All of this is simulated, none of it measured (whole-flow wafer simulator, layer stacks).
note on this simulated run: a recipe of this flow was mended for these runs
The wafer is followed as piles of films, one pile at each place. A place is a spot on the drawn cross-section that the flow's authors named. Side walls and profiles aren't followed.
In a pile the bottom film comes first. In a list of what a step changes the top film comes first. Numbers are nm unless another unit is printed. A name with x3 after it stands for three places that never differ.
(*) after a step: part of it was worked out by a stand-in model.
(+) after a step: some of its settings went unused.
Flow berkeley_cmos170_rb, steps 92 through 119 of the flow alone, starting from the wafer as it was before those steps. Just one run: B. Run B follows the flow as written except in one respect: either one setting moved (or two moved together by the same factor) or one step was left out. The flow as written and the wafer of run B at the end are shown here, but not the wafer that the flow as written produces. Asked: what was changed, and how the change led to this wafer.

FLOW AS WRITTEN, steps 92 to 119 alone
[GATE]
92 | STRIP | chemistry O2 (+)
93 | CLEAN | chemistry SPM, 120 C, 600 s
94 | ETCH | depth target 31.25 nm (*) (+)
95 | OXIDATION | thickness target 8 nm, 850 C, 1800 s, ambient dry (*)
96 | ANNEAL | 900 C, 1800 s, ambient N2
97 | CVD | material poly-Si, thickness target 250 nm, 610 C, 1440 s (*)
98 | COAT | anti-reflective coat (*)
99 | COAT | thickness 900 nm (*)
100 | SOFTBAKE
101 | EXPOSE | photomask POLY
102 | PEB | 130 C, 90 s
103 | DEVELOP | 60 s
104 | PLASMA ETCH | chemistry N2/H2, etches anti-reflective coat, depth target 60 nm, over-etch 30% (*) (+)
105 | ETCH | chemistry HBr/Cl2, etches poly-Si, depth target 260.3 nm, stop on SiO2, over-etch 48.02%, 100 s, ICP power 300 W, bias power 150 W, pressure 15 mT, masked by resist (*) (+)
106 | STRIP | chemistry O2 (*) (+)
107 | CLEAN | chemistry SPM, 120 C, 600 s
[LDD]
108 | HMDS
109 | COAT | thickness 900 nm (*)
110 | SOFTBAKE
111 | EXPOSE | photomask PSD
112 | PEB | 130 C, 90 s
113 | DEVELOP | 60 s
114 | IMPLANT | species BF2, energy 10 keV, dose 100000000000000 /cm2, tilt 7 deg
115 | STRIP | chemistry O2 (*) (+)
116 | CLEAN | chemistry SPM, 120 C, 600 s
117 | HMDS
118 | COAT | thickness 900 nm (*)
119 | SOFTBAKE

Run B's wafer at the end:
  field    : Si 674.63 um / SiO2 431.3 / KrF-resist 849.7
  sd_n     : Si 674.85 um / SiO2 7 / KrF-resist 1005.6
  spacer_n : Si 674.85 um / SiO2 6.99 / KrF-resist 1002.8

Cause: step 97, CVD: thickness target 280 nm was run, whereas the flow has thickness target 250 nm; step 97, CVD: 1613 s was run, where the flow has 1440 s.

The path from the change to this, step by step:
  97 | CVD | material poly-Si, thickness target 250 nm, 610 C, 1440 s (*)
      field, sd_n, spacer_n and 6 more: +280 poly-Si (new film) (as written it would have been: +250 poly-Si (new film))
  105 | ETCH | chemistry HBr/Cl2, etches poly-Si, depth target 260.3 nm, stop on SiO2, over-etch 48.02%, 100 s, ICP power 300 W, bias power 150 W, pressure 15 mT, masked by resist (*) (+)
      spacer_n, spacer_p: -278.5 poly-Si (all of it), -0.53 SiO2 (as written it would have been: -248.5 poly-Si (all of it), -1.53 SiO2)
      field: -275 poly-Si (all of it), -0.55 SiO2 (as written it would have been: -245 poly-Si (all of it), -1.8 SiO2)
      (as well as at 4 more places)
  109 | COAT | thickness 900 nm (*)
      gate: +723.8 KrF-resist (new film) (as written it would have been: +749.5 KrF-resist (new film))
      gate_p: +720 KrF-resist (new film) (as written it would have been: +745.7 KrF-resist (new film))
  113 | DEVELOP | 60 s
      gate_p: -718.5 KrF-resist (all of it) (as written it would have been: -744.1 KrF-resist (all of it))
  115 | STRIP | chemistry O2 (*) (+)
      gate: -707.4 KrF-resist (all of it), +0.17 chemical SiO2 (as written it would have been: -733 KrF-resist (all of it), +0.17 chemical SiO2)
  118 | COAT | thickness 900 nm (*)
      gate: +723.8 KrF-resist (new film) (as written it would have been: +748.7 KrF-resist (new film))
      gate_p: +719.9 KrF-resist (new film) (as written it would have been: +744.7 KrF-resist (new film))
